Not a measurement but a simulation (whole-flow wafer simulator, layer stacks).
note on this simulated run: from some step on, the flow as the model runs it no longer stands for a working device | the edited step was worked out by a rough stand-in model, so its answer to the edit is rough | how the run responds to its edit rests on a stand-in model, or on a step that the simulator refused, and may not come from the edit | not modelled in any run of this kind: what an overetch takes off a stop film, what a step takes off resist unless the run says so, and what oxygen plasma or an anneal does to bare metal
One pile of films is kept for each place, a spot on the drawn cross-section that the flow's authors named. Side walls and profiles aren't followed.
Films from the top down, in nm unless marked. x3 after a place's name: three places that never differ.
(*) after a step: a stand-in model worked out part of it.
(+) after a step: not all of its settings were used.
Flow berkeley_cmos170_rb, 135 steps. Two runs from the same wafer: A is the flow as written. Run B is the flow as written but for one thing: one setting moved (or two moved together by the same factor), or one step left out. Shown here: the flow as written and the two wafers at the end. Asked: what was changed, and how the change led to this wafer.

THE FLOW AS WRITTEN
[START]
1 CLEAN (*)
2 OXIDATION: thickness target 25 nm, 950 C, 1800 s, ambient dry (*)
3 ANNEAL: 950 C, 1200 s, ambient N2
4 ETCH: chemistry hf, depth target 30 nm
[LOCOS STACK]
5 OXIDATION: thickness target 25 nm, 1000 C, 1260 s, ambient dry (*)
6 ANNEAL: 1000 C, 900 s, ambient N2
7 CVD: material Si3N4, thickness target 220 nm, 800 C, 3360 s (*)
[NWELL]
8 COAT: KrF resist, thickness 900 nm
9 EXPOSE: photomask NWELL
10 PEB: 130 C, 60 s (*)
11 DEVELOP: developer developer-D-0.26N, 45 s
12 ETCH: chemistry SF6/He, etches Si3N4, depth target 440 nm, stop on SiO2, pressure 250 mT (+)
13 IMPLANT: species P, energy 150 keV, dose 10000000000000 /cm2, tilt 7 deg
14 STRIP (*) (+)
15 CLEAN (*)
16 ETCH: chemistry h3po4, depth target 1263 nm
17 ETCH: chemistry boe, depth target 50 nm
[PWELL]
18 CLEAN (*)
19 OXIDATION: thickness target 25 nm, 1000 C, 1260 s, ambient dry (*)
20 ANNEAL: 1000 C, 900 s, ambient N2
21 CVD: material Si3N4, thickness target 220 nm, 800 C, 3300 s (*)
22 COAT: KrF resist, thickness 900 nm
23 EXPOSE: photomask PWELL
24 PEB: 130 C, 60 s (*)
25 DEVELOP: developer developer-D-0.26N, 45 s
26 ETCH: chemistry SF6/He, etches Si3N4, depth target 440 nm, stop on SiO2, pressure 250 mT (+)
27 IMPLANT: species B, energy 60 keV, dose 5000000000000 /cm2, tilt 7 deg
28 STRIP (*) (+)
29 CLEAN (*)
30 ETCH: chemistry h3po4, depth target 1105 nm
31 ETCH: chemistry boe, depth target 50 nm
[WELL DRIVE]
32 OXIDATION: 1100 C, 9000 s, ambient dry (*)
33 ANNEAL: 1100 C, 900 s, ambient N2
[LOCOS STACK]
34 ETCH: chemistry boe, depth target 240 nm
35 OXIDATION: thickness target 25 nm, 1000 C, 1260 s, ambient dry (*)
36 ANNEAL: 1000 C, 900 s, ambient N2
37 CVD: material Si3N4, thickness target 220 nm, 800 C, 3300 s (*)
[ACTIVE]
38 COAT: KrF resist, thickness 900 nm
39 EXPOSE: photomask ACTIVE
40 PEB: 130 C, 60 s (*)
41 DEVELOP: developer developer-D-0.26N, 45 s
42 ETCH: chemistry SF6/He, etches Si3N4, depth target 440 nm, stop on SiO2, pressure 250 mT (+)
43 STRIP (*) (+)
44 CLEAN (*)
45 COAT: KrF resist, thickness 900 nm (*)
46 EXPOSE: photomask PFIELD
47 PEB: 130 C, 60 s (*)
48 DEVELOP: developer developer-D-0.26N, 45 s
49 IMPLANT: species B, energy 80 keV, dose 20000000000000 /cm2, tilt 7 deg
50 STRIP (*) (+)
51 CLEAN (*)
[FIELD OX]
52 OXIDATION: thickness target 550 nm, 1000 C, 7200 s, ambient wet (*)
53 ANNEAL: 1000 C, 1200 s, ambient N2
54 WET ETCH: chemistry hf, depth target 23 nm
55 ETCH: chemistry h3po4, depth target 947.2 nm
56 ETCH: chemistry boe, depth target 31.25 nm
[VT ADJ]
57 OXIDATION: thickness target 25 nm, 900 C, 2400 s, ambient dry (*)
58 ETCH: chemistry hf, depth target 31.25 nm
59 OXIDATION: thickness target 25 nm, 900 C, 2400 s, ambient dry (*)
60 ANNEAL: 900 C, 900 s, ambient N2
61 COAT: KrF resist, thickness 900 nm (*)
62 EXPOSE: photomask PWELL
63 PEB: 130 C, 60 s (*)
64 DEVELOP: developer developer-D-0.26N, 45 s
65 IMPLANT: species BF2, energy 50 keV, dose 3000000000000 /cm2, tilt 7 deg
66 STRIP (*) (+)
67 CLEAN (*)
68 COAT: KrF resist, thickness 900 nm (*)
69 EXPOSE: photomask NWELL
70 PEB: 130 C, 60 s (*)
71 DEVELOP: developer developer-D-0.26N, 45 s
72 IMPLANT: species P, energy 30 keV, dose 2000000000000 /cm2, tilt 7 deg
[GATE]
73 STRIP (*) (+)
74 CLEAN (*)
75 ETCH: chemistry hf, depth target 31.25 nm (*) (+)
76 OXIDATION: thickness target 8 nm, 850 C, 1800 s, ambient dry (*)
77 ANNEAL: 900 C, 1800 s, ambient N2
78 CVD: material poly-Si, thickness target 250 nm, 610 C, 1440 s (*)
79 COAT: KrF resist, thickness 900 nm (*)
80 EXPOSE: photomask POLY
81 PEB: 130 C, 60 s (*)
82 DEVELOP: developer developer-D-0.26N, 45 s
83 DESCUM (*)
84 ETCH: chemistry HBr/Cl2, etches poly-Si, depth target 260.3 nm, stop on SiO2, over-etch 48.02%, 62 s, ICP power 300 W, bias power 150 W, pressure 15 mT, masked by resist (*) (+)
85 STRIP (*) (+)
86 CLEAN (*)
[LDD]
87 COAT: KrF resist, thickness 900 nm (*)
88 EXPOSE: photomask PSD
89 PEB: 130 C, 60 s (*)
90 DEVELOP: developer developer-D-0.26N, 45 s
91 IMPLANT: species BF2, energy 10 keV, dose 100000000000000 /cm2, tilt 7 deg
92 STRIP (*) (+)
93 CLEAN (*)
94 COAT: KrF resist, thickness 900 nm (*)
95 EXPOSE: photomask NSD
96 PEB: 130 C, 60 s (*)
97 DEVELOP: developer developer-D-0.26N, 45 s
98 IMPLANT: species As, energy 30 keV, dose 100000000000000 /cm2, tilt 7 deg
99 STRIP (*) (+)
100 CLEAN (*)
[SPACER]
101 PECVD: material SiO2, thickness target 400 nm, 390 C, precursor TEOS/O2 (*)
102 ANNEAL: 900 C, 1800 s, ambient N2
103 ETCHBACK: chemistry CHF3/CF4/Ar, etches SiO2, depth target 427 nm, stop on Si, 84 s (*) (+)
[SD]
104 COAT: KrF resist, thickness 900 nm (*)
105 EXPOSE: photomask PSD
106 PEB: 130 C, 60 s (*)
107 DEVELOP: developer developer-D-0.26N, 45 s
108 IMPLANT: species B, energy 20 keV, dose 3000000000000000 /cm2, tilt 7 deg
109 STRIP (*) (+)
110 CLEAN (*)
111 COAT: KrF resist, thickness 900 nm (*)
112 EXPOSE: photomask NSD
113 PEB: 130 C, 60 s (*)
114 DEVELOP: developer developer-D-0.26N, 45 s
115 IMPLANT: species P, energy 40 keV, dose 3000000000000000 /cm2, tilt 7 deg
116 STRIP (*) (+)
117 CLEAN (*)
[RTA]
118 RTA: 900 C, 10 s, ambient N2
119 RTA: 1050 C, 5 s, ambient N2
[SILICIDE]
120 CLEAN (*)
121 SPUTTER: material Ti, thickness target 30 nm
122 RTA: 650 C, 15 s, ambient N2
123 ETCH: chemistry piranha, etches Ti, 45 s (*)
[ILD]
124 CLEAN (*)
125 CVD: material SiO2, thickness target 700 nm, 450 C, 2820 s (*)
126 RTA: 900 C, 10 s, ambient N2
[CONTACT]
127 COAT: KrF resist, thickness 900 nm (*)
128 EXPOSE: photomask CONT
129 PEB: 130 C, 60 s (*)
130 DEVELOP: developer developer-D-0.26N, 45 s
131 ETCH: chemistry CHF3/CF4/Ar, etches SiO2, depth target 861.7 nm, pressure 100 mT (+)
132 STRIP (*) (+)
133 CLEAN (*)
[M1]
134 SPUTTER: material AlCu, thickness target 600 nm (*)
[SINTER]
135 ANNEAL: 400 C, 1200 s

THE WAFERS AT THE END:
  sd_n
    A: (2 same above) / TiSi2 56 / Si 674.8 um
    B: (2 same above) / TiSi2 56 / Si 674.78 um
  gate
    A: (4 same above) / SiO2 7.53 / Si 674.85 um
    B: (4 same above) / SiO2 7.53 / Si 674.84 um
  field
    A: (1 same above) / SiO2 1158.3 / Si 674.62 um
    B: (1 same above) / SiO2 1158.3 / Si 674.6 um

The cause: step 19, OXIDATION: 1200 C was run, where the flow has 1000 C.

How the change led to this, step by step:
  19 OXIDATION: thickness target 25 nm, 1000 C, 1260 s, ambient dry (*)
      field, sd_n, spacer_n and 6 more: A SiO2 +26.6 (new film), Si -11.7 | B SiO2 +100.7 (new film), Si -44.3
  31 ETCH: chemistry boe, depth target 50 nm
      field, sd_n, spacer_n and 6 more: A SiO2 -26.6 (all of it) | B SiO2 -50
  32 OXIDATION: 1100 C, 9000 s, ambient dry (*)
      field, sd_n, spacer_n and 6 more: A SiO2 +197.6 (new film), Si -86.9 | B SiO2 +159.4, Si -70.1
  34 ETCH: chemistry boe, depth target 240 nm
      field, sd_n, spacer_n and 6 more: A SiO2 -197.6 (all of it) | B SiO2 -210.1 (all of it)
